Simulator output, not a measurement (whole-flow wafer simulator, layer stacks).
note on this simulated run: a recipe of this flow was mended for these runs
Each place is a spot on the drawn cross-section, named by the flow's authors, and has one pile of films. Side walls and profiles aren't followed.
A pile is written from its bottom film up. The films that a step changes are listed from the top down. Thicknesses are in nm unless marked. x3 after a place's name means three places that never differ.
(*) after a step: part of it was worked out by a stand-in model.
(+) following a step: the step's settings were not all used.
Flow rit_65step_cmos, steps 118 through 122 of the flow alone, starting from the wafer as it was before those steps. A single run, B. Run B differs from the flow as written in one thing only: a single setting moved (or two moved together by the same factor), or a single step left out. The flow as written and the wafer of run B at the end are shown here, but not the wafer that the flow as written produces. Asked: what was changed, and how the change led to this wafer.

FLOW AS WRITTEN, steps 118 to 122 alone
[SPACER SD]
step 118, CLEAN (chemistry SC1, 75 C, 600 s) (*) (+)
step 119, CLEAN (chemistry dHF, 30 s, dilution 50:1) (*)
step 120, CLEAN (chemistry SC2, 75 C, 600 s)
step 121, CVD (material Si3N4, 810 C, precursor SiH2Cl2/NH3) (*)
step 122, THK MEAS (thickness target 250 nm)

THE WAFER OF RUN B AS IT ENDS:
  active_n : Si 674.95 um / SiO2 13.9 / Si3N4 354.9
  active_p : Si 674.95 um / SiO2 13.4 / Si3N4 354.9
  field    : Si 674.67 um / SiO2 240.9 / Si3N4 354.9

What caused this: step 121, CVD: 845 C was run, while the flow as written has 810 C.

The path from the change to this, step by step:
  step 121, CVD (material Si3N4, 810 C, precursor SiH2Cl2/NH3) (*)
      field, field_pw, field_nw and 11 more: Si3N4 gains 354.9 (new film) (as written it would have been: Si3N4 gains 250 (new film))
